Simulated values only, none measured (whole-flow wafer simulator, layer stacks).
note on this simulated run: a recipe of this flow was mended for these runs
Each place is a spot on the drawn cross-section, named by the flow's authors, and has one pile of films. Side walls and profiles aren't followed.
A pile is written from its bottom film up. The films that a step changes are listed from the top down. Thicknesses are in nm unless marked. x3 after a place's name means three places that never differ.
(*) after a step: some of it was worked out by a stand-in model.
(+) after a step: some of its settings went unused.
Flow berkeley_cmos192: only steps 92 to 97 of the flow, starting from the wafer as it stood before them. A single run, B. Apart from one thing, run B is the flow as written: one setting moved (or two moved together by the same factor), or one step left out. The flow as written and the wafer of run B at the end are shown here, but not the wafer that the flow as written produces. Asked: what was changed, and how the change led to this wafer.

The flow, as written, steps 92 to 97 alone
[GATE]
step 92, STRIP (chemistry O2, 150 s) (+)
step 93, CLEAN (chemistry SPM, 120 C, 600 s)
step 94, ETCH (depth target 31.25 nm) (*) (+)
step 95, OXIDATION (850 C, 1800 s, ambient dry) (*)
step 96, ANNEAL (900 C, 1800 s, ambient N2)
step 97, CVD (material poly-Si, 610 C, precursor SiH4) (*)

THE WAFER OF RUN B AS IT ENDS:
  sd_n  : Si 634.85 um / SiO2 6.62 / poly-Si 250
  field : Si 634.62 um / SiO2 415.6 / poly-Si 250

What caused this: step 95, OXIDATION: 838 C was run, whereas the flow has 850 C.

How this came from the change, step by step:
  step 95, OXIDATION (850 C, 1800 s, ambient dry) (*)
      sd_n, spacer_n, gate, sd_p, spacer_p x2, contact, m1: +6.62 SiO2 (new film), -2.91 Si (in the flow as written it would be: +7.48 SiO2 (new film), -3.29 Si)
